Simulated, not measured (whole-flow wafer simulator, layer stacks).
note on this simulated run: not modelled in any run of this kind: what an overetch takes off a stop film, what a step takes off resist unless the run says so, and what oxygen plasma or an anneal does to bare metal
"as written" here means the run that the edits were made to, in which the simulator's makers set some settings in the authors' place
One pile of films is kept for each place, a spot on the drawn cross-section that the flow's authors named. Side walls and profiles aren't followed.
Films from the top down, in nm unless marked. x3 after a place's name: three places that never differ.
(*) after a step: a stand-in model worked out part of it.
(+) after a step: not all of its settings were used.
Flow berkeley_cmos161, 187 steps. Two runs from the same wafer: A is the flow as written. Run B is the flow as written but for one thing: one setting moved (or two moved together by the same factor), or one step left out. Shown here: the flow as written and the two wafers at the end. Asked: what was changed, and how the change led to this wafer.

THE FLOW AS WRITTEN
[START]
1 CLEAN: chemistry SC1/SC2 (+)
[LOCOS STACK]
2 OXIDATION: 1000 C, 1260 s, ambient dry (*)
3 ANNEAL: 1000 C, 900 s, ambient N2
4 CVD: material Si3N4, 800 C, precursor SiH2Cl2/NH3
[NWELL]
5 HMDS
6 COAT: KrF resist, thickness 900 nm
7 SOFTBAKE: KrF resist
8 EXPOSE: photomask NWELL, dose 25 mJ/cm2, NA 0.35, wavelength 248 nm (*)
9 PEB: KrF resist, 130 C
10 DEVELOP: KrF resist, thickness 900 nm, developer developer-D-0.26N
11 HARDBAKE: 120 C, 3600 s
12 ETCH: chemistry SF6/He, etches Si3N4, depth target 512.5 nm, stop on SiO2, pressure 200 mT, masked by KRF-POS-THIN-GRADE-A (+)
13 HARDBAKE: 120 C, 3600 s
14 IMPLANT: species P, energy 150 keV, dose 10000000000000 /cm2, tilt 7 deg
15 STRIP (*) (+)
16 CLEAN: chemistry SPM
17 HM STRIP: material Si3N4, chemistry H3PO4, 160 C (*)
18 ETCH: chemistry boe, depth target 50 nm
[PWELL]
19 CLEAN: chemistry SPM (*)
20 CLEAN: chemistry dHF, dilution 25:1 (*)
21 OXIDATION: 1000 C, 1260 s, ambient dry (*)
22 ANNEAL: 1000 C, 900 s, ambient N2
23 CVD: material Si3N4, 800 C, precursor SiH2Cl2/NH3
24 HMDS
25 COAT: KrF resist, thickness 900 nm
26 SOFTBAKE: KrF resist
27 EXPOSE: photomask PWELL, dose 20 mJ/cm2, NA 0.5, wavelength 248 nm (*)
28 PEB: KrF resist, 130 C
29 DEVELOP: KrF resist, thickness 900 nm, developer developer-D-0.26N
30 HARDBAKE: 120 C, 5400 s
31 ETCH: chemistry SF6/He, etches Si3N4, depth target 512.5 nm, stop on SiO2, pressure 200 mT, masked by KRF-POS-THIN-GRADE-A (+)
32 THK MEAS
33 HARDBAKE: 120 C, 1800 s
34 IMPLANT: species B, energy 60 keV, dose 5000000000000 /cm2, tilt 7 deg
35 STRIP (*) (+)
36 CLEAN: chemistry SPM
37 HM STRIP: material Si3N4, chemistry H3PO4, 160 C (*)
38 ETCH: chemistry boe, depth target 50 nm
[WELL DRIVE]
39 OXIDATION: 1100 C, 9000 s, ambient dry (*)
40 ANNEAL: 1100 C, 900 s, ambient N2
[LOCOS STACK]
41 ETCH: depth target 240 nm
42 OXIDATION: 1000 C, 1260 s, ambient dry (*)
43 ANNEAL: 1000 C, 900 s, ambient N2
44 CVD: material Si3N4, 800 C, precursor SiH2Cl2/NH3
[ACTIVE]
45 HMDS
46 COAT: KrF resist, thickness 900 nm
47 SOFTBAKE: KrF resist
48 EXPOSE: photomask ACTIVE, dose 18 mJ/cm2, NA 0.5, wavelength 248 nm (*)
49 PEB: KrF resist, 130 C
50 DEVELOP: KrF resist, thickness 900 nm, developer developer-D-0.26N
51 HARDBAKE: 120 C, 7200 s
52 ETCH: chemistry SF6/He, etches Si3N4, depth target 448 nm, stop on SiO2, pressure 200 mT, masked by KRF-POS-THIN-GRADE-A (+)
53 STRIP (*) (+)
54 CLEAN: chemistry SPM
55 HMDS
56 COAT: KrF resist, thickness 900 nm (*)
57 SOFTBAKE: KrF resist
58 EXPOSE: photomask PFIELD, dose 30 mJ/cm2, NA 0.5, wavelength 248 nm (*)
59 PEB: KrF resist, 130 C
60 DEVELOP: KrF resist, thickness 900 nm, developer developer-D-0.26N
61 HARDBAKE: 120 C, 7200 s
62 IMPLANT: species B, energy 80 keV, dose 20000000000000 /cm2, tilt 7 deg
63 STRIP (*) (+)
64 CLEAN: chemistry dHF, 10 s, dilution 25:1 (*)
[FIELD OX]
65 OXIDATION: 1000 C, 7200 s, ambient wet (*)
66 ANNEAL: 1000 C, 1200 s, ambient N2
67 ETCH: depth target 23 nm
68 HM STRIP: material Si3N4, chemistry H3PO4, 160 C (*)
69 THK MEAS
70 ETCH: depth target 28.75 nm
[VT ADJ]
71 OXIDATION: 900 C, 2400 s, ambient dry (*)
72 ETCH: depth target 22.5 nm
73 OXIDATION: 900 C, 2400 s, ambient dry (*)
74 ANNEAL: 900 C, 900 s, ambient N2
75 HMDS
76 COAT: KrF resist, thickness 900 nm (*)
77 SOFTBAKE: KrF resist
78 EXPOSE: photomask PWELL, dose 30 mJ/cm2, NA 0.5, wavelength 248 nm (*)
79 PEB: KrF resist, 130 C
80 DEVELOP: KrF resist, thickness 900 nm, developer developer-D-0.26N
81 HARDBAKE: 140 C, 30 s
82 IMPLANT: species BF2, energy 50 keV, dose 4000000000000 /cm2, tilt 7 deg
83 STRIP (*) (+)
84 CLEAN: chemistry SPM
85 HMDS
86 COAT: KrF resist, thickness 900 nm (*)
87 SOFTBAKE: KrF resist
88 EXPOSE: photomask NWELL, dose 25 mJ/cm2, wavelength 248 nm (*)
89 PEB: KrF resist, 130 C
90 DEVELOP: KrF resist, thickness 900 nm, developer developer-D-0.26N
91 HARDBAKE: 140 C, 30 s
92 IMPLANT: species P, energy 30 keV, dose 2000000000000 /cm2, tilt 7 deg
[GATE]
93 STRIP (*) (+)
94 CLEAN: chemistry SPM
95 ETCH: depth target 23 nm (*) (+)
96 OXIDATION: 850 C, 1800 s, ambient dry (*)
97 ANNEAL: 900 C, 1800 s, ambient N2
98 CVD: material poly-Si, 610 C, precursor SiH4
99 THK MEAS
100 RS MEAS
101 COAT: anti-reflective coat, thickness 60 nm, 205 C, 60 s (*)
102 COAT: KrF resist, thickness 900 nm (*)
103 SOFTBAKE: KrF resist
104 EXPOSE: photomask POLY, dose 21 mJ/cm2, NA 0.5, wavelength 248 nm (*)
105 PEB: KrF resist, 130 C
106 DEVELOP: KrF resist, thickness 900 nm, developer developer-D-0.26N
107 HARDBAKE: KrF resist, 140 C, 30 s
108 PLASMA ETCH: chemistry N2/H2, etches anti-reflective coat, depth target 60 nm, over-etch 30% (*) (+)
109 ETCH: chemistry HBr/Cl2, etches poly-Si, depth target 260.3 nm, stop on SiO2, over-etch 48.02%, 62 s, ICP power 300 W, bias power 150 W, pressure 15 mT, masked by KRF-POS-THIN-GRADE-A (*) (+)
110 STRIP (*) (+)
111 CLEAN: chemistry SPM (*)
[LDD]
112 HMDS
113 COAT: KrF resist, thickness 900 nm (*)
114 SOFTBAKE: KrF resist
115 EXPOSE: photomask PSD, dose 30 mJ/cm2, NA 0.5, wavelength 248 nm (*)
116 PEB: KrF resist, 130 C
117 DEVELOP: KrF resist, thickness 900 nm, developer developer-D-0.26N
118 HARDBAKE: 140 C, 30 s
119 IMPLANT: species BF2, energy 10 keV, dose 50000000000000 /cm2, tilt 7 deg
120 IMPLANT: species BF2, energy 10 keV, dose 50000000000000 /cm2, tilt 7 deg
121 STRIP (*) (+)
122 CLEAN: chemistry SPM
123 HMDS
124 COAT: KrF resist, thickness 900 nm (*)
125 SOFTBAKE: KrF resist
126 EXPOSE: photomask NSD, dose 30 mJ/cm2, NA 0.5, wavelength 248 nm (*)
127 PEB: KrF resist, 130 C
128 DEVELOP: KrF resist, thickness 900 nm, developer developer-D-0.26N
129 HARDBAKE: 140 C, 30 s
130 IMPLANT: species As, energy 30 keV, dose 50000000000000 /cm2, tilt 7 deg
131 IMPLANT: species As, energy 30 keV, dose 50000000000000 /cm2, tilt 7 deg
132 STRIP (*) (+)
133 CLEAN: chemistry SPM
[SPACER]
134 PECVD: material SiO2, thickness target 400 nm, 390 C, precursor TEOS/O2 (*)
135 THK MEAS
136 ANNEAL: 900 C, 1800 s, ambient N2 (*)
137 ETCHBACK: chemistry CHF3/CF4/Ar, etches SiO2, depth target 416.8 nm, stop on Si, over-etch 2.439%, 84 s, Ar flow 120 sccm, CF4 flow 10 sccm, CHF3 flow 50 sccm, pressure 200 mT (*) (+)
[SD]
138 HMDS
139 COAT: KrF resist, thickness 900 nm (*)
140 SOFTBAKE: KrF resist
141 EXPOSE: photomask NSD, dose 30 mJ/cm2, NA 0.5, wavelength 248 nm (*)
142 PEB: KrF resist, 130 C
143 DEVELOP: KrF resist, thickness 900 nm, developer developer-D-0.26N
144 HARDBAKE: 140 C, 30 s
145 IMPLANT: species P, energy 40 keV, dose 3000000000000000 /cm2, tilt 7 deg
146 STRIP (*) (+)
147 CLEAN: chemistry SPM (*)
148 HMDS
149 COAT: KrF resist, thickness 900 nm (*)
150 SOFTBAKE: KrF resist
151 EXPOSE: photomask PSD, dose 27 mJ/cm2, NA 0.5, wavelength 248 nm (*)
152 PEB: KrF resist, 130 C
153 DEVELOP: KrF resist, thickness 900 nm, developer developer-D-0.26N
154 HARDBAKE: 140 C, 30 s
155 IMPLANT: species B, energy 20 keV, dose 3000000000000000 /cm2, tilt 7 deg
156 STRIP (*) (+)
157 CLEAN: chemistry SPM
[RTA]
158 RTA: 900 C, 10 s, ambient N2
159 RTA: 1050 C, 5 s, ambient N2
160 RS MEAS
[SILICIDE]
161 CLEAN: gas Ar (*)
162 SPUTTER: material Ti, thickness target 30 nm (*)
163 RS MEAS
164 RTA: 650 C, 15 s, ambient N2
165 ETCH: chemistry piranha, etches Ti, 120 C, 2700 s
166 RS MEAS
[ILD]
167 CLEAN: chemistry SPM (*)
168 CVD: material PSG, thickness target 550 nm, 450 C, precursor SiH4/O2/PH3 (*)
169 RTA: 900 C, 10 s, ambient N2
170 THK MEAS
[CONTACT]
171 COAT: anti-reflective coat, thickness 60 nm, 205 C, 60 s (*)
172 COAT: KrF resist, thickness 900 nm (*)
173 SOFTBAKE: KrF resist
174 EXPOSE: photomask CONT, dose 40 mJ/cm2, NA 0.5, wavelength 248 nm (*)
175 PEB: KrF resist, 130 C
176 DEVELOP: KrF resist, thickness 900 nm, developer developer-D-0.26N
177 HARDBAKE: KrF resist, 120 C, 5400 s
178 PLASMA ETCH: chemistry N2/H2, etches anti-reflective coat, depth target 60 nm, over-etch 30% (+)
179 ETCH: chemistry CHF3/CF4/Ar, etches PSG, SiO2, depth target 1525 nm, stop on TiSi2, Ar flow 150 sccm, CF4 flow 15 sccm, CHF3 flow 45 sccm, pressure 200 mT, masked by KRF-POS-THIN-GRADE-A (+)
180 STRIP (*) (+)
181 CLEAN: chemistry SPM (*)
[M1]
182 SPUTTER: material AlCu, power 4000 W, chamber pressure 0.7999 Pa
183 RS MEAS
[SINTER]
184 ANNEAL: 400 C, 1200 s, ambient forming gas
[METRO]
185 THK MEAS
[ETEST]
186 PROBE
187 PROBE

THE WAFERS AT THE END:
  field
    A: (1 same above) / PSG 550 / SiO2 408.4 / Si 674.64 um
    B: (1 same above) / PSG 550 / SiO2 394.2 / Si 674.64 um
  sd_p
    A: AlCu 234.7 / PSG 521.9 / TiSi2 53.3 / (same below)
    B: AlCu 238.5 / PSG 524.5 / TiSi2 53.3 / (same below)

The cause: step 70, ETCH: depth target 43.12 nm was run, where the flow has depth target 28.75 nm.

How the change led to this, step by step:
  70 ETCH: depth target 28.75 nm
      field: A SiO2 -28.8 | B SiO2 -43.1
  101 COAT: anti-reflective coat, thickness 60 nm, 205 C, 60 s (*)
      sd_n: A anti-reflective coat +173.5 (new film) | B anti-reflective coat +163.5 (new film)
      spacer_n: A anti-reflective coat +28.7 (new film) | B anti-reflective coat +31.6 (new film)
      (and at 6 more places)
  108 PLASMA ETCH: chemistry N2/H2, etches anti-reflective coat, depth target 60 nm, over-etch 30% (*) (+)
      sd_n: A anti-reflective coat -173.5 (all of it), poly-Si -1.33 | B anti-reflective coat -163.5 (all of it), poly-Si -1.26
      spacer_n: A anti-reflective coat -28.7 (all of it), poly-Si -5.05 | B anti-reflective coat -31.6 (all of it), poly-Si -4.64
      (and at 4 more places)
  110 STRIP (*) (+)
      gate_n: A chemical SiO2 +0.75 (new film), KrF resist -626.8 (all of it), anti-reflective coat -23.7 (all of it), poly-Si -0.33 | B chemical SiO2 +0.75 (new film), KrF resist -617.6 (all of it), anti-reflective coat -26.6 (all of it), poly-Si -0.33
      gate_p: A chemical SiO2 +0.75 (new film), KrF resist -598.2 (all of it), anti-reflective coat -27.9 (all of it), poly-Si -0.33 | B chemical SiO2 +0.75 (new film), KrF resist -592.4 (all of it), anti-reflective coat -29.6 (all of it), poly-Si -0.33
  171 COAT: anti-reflective coat, thickness 60 nm, 205 C, 60 s (*)
      sd_n: A anti-reflective coat +149.7 (new film) | B anti-reflective coat +138.4 (new film)
      gate_n: A anti-reflective coat +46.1 (new film) | B anti-reflective coat +45 (new film)
      (and at 2 more places)
  180 STRIP (*) (+)
      sd_n: A KrF resist -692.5 (all of it), anti-reflective coat -149.7 (all of it) | B KrF resist -694.1 (all of it), anti-reflective coat -138.4 (all of it)
      gate_n: A KrF resist -589.4 (all of it), anti-reflective coat -46.1 (all of it) | B KrF resist -580.8 (all of it), anti-reflective coat -45 (all of it)
      (and at 2 more places)
